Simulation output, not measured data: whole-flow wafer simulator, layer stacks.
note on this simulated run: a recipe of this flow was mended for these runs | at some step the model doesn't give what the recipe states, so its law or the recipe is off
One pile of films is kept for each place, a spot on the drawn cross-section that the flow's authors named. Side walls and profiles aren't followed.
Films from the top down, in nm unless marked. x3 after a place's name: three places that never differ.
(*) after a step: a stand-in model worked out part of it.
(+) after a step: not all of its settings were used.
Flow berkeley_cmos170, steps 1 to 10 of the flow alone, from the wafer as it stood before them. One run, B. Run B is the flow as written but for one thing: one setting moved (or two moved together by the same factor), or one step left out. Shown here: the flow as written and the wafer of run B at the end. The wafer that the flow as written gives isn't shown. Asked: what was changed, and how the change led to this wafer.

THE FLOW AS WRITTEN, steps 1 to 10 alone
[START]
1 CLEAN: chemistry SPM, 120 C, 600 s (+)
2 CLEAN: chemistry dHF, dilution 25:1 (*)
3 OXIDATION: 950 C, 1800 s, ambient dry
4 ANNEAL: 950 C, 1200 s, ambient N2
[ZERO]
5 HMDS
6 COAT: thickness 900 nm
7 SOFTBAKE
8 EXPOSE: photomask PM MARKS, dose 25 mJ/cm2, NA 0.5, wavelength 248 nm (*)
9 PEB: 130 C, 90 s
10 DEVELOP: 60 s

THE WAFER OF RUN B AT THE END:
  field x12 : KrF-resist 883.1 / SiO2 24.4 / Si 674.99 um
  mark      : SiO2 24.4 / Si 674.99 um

The cause: step 3, OXIDATION: 969 C was run, where the flow has 950 C.

How the change led to this, step by step:
  3 OXIDATION: 950 C, 1800 s, ambient dry
      field x12, mark: SiO2 +24.4 (new film), Si -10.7 (as written it would be: SiO2 +20.4 (new film), Si -8.98)
